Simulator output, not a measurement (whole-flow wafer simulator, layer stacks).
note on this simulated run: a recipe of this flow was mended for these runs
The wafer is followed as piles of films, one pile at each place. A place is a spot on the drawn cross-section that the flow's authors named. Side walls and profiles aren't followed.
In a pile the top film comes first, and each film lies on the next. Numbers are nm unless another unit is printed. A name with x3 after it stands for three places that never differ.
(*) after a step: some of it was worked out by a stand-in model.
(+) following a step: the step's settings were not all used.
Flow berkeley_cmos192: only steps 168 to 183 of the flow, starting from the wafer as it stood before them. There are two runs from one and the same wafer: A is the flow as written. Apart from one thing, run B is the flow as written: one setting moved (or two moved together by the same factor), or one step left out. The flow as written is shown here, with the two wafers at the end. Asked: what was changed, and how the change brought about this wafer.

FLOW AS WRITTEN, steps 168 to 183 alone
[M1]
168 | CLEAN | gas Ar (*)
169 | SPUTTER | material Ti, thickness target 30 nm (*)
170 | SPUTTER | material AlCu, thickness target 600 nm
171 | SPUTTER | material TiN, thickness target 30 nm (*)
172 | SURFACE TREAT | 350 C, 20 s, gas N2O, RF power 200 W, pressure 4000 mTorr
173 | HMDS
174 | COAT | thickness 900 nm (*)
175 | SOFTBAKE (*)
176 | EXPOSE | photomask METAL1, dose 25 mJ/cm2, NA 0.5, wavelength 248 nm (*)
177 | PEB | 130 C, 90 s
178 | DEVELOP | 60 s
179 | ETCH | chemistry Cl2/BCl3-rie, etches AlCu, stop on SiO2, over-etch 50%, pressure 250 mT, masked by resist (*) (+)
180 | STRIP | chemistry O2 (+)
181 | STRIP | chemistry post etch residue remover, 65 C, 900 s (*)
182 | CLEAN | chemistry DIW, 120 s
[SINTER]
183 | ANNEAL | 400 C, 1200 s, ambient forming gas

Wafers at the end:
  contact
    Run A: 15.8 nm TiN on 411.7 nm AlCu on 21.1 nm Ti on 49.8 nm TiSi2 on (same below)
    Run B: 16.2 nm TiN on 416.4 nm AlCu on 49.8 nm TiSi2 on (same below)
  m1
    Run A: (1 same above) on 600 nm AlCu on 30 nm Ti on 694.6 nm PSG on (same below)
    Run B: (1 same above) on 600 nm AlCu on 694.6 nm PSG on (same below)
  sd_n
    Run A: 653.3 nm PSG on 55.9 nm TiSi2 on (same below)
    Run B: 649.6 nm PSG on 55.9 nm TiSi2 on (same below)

Cause: step 169, SPUTTER: material Ti, thickness target 30 nm (*), was not run.

The path from the change to this, step by step:
  179 | ETCH | chemistry Cl2/BCl3-rie, etches AlCu, stop on SiO2, over-etch 50%, pressure 250 mT, masked by resist (*) (+)
      field, sd_n, spacer_n, gate, spacer_p, gate_p: A -30 TiN (all of it), -600 AlCu (all of it), -30 Ti (all of it), -41.2 PSG | B -30 TiN (all of it), -600 AlCu (all of it), -45 PSG
      sd_p: A -26.2 TiN (all of it), -557.4 AlCu (all of it), -26.8 Ti (all of it), -47.4 PSG | B -26.3 TiN (all of it), -558.8 AlCu (all of it), -50.6 PSG
